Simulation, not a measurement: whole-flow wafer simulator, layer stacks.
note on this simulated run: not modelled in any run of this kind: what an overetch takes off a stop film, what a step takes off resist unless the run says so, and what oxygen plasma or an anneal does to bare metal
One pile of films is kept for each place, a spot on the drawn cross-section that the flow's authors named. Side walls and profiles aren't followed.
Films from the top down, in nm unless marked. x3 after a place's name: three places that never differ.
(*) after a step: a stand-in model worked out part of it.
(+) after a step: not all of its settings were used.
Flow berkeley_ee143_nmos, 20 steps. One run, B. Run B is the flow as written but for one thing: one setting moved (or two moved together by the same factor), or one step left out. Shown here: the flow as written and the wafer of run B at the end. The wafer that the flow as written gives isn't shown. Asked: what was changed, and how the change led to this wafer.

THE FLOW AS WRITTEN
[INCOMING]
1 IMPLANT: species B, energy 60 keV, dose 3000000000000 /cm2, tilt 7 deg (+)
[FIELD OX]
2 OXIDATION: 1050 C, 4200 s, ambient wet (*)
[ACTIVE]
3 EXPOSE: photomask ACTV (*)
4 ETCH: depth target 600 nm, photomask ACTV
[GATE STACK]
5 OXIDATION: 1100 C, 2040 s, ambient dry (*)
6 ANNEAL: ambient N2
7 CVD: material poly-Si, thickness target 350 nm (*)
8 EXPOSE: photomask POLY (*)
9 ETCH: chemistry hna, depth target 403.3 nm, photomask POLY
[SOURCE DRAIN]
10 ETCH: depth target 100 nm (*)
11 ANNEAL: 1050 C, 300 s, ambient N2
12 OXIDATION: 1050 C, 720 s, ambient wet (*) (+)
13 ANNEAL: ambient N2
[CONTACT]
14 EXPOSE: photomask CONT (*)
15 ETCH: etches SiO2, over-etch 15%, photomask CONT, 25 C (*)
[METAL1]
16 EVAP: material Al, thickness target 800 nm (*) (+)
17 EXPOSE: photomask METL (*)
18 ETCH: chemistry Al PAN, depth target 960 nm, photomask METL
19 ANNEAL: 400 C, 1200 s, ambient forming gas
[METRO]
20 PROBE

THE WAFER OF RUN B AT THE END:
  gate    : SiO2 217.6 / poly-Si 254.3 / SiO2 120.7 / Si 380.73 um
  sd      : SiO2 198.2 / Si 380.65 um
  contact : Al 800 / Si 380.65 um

The cause: step 4, ETCH: depth target 488 nm was run, where the flow has depth target 600 nm.

How the change led to this, step by step:
  4 ETCH: depth target 600 nm, photomask ACTV
      gate, sd, contact: SiO2 -488 (as written it would be: SiO2 -566.4 (all of it))
  5 OXIDATION: 1100 C, 2040 s, ambient dry (*)
      gate, sd, contact: SiO2 +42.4, Si -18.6 (as written it would be: SiO2 +79.7 (new film), Si -35.1)
  10 ETCH: depth target 100 nm (*)
      sd, contact: SiO2 -100 (as written it would be: SiO2 -79.7 (all of it))
  12 OXIDATION: 1050 C, 720 s, ambient wet (*) (+)
      sd, contact: SiO2 +177.4, Si -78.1 (as written it would be: SiO2 +189.4 (new film), Si -83.4)
  15 ETCH: etches SiO2, over-etch 15%, photomask CONT, 25 C (*)
      contact: SiO2 -198.2 (all of it) (as written it would be: SiO2 -189.4 (all of it))
